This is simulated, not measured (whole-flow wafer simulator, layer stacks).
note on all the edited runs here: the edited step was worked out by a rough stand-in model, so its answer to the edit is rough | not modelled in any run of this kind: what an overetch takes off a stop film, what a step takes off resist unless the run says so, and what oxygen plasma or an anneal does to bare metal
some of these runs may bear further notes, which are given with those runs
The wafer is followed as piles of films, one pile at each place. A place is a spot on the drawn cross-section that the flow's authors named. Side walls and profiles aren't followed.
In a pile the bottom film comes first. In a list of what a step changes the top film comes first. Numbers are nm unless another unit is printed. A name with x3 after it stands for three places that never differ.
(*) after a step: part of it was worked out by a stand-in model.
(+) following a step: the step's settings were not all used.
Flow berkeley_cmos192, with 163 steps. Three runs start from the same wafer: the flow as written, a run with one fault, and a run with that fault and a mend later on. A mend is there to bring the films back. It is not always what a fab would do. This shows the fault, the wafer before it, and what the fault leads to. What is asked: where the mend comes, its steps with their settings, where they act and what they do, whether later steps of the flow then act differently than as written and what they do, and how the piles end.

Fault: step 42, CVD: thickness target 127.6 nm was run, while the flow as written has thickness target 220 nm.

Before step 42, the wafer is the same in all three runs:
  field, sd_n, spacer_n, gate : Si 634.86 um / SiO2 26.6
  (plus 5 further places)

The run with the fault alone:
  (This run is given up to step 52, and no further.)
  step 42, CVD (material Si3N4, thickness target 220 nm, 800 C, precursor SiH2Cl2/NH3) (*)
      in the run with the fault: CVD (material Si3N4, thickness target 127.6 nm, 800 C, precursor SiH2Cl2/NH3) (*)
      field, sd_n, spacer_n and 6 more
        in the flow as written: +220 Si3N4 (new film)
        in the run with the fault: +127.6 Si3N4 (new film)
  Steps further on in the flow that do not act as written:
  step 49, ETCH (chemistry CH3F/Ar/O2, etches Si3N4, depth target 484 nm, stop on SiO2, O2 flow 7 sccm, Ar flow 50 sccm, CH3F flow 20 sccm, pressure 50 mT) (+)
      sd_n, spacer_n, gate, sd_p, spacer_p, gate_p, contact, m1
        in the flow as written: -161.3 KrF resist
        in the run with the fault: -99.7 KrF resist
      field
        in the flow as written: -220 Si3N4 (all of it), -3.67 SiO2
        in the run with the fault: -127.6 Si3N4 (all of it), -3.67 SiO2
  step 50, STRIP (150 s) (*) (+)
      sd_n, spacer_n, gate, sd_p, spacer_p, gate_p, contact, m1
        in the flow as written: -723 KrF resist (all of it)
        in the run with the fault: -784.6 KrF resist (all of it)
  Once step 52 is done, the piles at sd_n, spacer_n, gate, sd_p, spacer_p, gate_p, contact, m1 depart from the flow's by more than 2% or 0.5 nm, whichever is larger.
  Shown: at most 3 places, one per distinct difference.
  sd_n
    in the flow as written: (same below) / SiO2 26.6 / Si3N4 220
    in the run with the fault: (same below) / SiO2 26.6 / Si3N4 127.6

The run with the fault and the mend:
  The mend stands after step 42.
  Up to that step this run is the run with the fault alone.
  step 42a, CVD (material Si3N4, thickness target 92.4 nm, 800 C, precursor SiH2Cl2/NH3) (*) (the flow's step 42 again, with other settings)
      field, sd_n, spacer_n and 6 more
        +92.4 Si3N4
  Every later step of the flow that is run acts as written at every place that is followed.
  By the end, the piles equal the flow's at every place that both follow.
